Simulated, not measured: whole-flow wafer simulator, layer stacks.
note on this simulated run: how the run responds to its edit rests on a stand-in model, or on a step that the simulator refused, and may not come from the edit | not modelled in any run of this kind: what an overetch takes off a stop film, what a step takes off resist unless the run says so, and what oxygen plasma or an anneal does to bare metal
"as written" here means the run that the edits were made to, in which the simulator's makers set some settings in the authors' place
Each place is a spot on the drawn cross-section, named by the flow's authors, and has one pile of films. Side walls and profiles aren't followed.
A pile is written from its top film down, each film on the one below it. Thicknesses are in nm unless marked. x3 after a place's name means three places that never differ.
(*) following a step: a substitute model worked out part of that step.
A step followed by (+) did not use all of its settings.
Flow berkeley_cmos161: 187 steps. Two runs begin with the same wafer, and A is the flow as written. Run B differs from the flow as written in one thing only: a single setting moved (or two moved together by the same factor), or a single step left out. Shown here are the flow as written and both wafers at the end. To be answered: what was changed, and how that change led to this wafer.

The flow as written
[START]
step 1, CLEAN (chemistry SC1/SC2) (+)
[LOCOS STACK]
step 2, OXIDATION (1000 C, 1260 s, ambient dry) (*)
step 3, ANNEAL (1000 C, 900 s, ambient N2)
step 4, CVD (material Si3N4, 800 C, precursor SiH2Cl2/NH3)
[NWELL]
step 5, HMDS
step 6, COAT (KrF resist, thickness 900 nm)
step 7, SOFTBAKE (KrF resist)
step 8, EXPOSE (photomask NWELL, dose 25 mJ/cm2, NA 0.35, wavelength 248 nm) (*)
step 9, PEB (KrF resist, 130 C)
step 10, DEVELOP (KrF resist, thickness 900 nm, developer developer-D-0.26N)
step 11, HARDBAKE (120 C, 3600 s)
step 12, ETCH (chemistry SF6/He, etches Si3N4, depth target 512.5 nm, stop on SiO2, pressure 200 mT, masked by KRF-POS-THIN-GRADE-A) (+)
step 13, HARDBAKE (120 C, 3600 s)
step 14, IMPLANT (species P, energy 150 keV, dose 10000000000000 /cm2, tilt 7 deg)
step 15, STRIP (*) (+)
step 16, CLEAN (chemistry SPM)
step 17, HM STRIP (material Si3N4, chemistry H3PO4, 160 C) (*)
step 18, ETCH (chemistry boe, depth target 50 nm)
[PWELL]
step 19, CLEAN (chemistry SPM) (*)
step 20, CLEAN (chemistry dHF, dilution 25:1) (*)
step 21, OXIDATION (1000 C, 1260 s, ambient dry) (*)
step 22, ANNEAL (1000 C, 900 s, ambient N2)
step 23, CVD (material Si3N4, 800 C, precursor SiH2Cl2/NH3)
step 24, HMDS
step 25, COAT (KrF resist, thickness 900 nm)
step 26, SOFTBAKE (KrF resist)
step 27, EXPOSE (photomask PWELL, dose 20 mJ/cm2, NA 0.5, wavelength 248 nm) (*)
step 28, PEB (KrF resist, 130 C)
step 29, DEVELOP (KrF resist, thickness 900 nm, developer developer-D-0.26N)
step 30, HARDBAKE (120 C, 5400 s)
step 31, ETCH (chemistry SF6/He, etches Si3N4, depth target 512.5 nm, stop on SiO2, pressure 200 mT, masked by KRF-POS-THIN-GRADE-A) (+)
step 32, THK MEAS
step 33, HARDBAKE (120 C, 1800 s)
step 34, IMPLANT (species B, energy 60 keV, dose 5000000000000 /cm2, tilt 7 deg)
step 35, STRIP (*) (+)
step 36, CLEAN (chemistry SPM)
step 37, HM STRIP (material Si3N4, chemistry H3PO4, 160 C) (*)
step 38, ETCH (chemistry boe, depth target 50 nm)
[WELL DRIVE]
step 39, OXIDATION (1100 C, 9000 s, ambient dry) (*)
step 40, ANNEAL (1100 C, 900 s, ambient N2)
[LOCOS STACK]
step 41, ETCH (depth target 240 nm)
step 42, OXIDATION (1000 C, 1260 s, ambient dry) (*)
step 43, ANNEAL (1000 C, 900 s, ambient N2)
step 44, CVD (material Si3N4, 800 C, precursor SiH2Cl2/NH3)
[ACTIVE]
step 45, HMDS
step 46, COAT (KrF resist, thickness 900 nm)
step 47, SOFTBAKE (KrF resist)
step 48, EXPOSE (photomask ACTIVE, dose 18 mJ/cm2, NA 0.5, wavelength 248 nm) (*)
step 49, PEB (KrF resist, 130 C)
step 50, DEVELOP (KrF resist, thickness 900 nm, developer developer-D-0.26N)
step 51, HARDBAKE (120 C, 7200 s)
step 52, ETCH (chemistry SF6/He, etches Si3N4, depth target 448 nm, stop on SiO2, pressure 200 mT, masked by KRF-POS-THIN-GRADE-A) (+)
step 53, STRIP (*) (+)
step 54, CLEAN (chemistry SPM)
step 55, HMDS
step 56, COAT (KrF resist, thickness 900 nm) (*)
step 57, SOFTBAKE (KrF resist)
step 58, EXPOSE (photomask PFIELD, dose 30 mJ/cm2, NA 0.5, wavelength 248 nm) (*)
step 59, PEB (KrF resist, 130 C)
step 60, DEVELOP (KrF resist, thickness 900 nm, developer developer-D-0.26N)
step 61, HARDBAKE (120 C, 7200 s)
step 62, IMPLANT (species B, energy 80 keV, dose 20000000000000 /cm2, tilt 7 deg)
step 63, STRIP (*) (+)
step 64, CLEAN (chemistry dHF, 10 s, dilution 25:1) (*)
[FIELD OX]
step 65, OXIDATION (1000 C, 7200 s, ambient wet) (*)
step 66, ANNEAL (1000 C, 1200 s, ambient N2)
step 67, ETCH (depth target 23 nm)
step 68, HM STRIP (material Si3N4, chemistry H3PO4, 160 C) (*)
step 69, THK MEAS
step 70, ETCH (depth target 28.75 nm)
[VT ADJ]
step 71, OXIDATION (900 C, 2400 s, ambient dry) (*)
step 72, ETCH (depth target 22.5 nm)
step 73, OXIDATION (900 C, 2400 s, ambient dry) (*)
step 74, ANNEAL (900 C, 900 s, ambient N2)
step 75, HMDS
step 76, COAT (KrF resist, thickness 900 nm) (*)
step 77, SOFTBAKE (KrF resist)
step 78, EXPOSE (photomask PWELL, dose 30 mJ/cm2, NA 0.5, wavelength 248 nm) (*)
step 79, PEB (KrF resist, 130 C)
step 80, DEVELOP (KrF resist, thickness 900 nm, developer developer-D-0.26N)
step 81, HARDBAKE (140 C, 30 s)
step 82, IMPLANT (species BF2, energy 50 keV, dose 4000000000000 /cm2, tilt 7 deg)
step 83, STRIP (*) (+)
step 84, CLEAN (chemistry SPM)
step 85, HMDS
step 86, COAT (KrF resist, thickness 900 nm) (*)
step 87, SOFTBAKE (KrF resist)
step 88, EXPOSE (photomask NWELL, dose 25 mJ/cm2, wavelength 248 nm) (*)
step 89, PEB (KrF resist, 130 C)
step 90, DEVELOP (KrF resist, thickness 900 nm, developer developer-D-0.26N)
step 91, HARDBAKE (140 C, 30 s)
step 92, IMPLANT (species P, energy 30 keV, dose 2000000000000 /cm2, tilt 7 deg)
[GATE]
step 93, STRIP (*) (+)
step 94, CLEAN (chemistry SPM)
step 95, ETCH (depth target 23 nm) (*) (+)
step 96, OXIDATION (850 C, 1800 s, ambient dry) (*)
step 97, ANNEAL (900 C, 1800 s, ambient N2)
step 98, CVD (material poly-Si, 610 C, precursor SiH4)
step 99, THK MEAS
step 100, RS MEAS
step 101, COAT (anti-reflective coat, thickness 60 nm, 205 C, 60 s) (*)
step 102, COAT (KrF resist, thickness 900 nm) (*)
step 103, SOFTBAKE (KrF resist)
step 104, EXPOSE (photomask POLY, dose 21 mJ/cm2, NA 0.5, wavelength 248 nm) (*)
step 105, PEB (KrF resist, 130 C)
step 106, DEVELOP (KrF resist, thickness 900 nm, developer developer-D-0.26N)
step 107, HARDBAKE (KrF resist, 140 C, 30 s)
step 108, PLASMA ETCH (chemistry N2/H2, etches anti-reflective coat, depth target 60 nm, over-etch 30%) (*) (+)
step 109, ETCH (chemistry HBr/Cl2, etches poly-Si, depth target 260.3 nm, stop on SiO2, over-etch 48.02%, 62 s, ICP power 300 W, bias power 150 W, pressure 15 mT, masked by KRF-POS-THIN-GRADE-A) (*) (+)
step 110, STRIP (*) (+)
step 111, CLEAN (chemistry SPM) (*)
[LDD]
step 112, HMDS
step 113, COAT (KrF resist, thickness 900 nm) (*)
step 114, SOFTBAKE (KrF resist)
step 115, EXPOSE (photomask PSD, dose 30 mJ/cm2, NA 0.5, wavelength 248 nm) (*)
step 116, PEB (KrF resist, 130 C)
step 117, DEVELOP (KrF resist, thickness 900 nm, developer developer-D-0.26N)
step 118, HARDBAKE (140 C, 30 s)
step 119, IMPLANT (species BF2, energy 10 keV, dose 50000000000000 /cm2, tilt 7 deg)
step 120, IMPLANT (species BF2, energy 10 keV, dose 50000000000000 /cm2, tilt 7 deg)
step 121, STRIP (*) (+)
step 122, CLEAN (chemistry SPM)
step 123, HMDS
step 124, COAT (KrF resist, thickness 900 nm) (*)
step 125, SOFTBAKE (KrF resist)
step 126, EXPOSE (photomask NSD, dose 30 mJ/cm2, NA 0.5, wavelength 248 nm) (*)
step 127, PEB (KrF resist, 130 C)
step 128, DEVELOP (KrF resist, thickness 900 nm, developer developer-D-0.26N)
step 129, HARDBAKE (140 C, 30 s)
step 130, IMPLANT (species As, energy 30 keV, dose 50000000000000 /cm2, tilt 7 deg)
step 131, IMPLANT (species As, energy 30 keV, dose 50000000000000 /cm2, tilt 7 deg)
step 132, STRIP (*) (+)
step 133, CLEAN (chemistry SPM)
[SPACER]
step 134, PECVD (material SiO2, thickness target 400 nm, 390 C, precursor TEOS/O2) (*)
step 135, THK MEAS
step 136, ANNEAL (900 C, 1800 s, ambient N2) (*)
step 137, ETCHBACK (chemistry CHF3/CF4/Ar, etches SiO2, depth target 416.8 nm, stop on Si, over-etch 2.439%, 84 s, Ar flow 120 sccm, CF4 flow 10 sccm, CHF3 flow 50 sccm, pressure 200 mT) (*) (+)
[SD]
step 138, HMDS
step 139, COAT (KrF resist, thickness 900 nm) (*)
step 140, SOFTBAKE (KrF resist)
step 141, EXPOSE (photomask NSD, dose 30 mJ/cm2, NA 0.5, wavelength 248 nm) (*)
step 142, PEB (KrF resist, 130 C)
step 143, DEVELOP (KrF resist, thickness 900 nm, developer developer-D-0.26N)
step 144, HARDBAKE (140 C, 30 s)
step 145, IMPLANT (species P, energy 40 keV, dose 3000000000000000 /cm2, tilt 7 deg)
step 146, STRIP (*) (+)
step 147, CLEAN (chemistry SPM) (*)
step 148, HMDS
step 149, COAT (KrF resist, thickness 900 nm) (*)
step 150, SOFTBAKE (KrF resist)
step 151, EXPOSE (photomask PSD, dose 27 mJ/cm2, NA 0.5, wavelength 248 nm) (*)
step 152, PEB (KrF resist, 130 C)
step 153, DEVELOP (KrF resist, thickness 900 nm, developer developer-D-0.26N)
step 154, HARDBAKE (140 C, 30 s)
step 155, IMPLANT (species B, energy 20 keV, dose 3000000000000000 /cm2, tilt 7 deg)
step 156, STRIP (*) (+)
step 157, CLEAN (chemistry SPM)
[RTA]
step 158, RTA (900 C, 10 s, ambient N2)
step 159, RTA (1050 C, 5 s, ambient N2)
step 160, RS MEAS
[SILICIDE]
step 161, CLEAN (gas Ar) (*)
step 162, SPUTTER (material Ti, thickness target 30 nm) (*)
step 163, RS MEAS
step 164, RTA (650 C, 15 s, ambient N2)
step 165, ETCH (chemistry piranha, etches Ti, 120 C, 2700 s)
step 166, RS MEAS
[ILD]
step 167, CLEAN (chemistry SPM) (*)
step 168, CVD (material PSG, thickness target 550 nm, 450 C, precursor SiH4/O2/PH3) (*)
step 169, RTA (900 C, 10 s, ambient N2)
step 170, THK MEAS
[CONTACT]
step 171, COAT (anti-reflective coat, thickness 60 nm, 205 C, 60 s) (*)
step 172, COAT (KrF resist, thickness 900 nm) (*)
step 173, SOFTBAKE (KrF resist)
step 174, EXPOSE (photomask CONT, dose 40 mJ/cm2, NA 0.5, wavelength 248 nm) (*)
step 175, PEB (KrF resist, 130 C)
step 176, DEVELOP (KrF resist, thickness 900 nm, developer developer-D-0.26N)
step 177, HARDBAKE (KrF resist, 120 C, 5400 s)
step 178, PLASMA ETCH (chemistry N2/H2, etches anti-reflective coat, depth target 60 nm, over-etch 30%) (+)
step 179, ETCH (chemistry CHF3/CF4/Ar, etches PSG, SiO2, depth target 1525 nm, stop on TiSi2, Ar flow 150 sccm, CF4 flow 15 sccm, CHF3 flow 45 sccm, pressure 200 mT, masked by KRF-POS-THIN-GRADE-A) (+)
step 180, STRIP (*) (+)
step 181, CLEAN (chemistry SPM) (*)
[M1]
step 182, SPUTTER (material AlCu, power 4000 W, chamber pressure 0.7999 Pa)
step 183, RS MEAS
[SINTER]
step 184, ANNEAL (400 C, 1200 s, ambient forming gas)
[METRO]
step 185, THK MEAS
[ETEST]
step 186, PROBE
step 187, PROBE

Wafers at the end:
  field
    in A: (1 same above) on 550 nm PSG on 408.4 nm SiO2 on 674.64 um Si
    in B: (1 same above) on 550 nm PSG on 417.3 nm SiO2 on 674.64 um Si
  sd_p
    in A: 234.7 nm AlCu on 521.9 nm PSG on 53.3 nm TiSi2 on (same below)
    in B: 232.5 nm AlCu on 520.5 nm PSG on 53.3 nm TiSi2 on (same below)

Cause: step 67, ETCH: depth target 14 nm was run, whereas the flow has depth target 23 nm.

How this came from the change, step by step:
  step 67, ETCH (depth target 23 nm)
      field: A -23 SiO2 | B -14 SiO2
  step 101, COAT (anti-reflective coat, thickness 60 nm, 205 C, 60 s) (*)
      sd_n: A +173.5 anti-reflective coat (new film) | B +180.9 anti-reflective coat (new film)
      spacer_n: A +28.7 anti-reflective coat (new film) | B +27 anti-reflective coat (new film)
      (and at 3 other places as well)
  step 108, PLASMA ETCH (chemistry N2/H2, etches anti-reflective coat, depth target 60 nm, over-etch 30%) (*) (+)
      sd_n: A -173.5 anti-reflective coat (all of it), -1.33 poly-Si | B -180.9 anti-reflective coat (all of it), -1.39 poly-Si
      spacer_n: A -28.7 anti-reflective coat (all of it), -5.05 poly-Si | B -27 anti-reflective coat (all of it), -5.34 poly-Si
      (and at 1 other place as well)
  step 110, STRIP (*) (+)
      gate_n: A +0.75 chemical SiO2 (new film), -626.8 KrF resist (all of it), -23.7 anti-reflective coat (all of it), -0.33 poly-Si | B +0.75 chemical SiO2 (new film), -632.8 KrF resist (all of it), -22 anti-reflective coat (all of it), -0.33 poly-Si
      gate_p: A +0.75 chemical SiO2 (new film), -598.2 KrF resist (all of it), -27.9 anti-reflective coat (all of it), -0.33 poly-Si | B +0.75 chemical SiO2 (new film), -601.7 KrF resist (all of it), -27 anti-reflective coat (all of it), -0.33 poly-Si
  step 171, COAT (anti-reflective coat, thickness 60 nm, 205 C, 60 s) (*)
      sd_n: A +149.7 anti-reflective coat (new film) | B +157.1 anti-reflective coat (new film)
      m1: A +97.8 anti-reflective coat (new film) | B +100.2 anti-reflective coat (new film)
  step 180, STRIP (*) (+)
      sd_n: A -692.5 KrF resist (all of it), -149.7 anti-reflective coat (all of it) | B -691 KrF resist (all of it), -157.1 anti-reflective coat (all of it)
      m1: A -739.9 KrF resist (all of it), -97.8 anti-reflective coat (all of it) | B -743.1 KrF resist (all of it), -100.2 anti-reflective coat (all of it)
